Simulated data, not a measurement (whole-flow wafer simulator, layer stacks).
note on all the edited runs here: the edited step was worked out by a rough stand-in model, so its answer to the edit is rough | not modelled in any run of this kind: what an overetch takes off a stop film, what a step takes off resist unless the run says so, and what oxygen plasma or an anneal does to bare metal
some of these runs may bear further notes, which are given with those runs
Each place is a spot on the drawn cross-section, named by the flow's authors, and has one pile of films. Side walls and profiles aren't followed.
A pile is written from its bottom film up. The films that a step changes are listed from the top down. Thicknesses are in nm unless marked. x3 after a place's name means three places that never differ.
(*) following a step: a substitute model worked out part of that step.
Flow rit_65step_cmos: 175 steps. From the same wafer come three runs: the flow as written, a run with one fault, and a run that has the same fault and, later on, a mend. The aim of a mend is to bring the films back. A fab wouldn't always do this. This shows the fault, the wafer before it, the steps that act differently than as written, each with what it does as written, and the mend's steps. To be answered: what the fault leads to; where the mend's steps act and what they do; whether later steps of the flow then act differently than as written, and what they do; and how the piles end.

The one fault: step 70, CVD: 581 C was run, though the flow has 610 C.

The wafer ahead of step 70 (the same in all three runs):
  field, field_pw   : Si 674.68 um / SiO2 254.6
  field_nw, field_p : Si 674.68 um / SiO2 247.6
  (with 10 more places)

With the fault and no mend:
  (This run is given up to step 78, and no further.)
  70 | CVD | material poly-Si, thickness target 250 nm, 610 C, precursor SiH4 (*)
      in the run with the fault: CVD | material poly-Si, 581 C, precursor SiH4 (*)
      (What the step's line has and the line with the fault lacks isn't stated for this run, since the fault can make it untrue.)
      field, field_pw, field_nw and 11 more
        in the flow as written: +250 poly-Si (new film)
        in the run with the fault: +137.6 poly-Si (new film)
  Every later step of the flow up to step 78 that is run acts as written, at every place that is followed, to within 2% or 0.5 nm, whichever is larger.
  Once step 78 is done, the piles at field, field_pw, field_nw and 11 more depart from the flow's by more than 2% or 0.5 nm, whichever is larger.
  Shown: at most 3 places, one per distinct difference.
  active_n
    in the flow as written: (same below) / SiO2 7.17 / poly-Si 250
    in the run with the fault: (same below) / SiO2 7.17 / poly-Si 137.6
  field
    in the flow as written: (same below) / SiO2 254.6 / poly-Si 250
    in the run with the fault: (same below) / SiO2 254.6 / poly-Si 137.6
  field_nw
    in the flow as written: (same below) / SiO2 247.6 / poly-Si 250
    in the run with the fault: (same below) / SiO2 247.6 / poly-Si 137.6

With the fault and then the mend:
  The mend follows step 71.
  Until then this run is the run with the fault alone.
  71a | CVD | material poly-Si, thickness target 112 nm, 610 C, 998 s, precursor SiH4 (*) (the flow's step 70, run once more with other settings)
      field, field_pw, field_nw and 11 more
        +112 poly-Si
  Every later step of the flow that is run acts as written, at every place that is followed, to within 2% or 0.5 nm, whichever is larger.
  At the end the piles are close to the flow's at the places that both follow, differing by at most 2% or 0.5 nm, whichever is larger.
